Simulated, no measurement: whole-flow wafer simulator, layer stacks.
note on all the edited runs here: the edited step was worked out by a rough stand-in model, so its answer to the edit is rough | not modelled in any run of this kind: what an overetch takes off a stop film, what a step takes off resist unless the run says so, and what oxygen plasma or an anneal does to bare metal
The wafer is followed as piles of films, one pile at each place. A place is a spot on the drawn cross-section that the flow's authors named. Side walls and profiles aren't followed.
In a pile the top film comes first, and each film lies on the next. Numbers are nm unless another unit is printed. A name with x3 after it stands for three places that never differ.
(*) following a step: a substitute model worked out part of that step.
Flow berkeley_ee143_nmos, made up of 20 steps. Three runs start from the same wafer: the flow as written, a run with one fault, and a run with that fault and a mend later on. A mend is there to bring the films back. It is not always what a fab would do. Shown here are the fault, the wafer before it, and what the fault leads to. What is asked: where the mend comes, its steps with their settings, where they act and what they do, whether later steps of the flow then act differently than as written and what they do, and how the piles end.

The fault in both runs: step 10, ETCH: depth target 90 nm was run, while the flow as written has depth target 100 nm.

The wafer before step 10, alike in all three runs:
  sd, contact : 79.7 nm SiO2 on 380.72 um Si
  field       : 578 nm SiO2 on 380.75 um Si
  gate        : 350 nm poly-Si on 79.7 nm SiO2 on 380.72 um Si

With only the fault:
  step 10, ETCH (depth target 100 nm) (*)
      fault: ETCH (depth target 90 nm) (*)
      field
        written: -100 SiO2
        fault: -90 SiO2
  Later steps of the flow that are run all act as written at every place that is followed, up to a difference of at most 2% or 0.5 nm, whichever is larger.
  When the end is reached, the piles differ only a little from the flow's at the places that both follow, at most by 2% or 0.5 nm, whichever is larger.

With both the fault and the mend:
  The mend follows step 10.
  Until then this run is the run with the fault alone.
  step 10a, ETCH (depth target 10 nm) (*) (the flow's step 10, run once more with other settings)
      field
        -10 SiO2
  Later steps of the flow that are run all act as written at every place that is followed.
  The piles end the same as the flow's at every place that both follow.
